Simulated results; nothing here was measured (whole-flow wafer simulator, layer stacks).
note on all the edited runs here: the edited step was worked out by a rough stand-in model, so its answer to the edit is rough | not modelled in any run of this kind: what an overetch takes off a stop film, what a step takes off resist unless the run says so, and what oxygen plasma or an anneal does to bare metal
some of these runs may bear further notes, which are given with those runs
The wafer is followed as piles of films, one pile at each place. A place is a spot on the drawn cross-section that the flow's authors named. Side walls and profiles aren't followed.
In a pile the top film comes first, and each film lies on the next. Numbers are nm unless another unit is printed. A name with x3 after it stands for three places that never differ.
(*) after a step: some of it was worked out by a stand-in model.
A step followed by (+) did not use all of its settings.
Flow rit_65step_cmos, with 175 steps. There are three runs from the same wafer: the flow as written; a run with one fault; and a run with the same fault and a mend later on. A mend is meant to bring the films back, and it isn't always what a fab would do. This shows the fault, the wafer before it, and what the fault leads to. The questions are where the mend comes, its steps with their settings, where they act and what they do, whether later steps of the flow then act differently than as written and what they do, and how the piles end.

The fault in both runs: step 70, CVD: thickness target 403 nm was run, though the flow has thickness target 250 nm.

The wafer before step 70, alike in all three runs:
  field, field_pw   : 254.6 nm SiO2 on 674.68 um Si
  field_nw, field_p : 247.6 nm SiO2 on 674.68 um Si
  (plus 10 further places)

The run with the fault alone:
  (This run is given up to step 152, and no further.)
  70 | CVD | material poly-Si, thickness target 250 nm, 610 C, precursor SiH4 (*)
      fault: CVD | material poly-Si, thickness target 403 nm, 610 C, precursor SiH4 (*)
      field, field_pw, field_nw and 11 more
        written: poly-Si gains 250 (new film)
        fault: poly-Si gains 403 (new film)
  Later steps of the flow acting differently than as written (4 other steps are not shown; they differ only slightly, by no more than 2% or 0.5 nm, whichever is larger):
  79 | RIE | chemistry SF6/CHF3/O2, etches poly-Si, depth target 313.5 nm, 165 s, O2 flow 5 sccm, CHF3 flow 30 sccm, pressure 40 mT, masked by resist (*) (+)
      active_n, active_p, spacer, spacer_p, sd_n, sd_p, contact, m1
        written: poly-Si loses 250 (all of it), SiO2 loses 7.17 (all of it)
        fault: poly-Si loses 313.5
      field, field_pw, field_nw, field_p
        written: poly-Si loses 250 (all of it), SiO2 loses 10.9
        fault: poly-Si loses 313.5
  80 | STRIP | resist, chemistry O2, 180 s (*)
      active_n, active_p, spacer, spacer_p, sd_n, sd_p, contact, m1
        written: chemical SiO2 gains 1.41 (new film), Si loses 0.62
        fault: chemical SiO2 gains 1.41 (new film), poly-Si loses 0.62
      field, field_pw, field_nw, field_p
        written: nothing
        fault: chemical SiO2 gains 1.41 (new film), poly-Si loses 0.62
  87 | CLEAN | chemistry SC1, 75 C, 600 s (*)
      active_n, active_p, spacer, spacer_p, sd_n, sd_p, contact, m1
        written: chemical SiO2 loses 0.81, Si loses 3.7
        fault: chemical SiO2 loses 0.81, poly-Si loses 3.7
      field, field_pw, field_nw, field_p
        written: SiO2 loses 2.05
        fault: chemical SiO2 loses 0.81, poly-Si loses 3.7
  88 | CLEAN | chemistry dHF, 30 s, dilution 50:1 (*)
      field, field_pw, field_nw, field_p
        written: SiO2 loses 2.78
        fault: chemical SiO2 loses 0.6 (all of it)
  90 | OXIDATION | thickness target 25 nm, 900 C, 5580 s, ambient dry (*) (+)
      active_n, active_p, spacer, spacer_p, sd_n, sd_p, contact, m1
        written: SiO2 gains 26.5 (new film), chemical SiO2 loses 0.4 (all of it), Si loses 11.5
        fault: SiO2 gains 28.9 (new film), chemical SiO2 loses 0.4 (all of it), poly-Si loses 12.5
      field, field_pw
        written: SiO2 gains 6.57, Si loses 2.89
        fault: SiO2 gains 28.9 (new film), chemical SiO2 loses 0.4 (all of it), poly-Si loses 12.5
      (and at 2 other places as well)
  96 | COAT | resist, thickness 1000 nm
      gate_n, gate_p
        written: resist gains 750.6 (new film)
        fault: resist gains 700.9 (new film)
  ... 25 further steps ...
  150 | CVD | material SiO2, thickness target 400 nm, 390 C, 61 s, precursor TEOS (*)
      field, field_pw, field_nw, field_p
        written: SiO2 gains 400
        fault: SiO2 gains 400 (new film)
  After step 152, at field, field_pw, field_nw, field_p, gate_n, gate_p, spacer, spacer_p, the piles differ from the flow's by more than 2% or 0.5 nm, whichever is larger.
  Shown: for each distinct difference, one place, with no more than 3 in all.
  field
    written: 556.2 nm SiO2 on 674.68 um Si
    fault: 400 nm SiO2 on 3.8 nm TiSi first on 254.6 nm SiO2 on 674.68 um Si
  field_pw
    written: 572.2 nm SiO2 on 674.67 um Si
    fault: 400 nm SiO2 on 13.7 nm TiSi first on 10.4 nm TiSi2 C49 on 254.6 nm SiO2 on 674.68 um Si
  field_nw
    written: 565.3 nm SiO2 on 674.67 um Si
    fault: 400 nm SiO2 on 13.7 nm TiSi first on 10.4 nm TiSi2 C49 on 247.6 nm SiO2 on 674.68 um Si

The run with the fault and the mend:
  The mend follows step 71.
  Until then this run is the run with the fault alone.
  71a | ETCH | chemistry tmah, depth target 463.4 nm
      field, field_pw, field_nw and 11 more
        poly-Si loses 403 (all of it)
  71b | CLEAN | chemistry SC2, 75 C, 600 s (the flow's step 66 again)
      leaves every film unchanged at each place that is followed
  71c | CVD | material poly-Si, thickness target 250 nm, 610 C, precursor SiH4 (*) (the flow's step 70 again)
      field, field_pw, field_nw and 11 more
        poly-Si gains 250 (new film)
  None of the later steps of the flow acts differently than as written at any place that is followed.
  At every place that both follow, the piles at the end match the flow's.
